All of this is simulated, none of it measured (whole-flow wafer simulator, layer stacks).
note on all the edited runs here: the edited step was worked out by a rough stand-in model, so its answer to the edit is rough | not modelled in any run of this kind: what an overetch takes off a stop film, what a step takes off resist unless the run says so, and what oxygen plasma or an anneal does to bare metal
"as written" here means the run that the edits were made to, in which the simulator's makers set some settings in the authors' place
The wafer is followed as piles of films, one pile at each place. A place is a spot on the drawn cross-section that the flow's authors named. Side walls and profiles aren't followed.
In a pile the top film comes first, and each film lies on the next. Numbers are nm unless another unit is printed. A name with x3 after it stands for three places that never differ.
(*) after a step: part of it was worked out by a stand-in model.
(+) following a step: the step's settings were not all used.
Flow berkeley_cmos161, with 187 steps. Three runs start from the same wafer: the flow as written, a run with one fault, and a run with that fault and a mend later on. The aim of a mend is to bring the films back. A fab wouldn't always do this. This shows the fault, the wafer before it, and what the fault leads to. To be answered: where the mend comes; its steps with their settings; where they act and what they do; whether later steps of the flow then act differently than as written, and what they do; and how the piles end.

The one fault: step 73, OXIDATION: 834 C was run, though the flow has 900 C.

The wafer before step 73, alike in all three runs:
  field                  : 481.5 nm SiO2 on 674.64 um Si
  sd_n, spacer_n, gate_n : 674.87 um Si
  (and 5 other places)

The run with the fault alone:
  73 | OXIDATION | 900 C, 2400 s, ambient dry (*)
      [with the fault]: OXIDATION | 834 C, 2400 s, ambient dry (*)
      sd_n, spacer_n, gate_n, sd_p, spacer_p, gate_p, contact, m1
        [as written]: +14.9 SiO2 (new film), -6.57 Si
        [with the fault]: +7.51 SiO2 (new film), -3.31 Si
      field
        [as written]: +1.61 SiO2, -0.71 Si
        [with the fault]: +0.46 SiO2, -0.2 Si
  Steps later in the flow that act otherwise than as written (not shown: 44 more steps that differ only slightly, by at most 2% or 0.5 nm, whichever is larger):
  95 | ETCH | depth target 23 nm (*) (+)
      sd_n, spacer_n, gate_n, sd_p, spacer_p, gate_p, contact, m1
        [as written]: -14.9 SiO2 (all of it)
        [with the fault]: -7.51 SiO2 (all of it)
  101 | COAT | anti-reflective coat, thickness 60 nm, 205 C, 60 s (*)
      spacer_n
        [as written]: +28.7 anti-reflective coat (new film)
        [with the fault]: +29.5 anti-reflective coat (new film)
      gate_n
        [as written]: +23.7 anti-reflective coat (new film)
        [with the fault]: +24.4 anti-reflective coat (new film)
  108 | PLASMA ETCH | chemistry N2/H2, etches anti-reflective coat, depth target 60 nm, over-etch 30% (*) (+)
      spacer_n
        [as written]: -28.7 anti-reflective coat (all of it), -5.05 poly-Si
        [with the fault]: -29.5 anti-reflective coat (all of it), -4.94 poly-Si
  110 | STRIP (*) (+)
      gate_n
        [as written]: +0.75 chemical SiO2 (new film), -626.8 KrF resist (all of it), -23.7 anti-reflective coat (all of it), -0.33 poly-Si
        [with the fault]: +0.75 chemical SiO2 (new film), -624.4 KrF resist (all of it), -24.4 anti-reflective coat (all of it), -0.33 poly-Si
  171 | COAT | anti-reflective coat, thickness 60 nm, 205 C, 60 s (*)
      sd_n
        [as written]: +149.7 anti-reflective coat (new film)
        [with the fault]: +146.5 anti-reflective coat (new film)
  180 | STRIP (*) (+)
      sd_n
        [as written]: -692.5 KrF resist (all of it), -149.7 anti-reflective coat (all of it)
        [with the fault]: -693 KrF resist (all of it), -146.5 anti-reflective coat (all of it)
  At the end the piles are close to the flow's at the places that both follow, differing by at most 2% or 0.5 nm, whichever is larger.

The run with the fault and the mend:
  The mend follows step 74.
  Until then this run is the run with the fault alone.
  74a | OXIDATION | 900 C, 1573 s, ambient dry (*) (the flow's step 73 again, with other settings)
      sd_n, spacer_n, gate_n, sd_p, spacer_p, gate_p, contact, m1
        +7.38 SiO2, -3.25 Si
      field
        +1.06 SiO2, -0.46 Si
  Later steps of the flow that are run all act as written at every place that is followed, up to a difference of at most 2% or 0.5 nm, whichever is larger.
  At the end the piles are close to the flow's at the places that both follow, differing by at most 2% or 0.5 nm, whichever is larger.
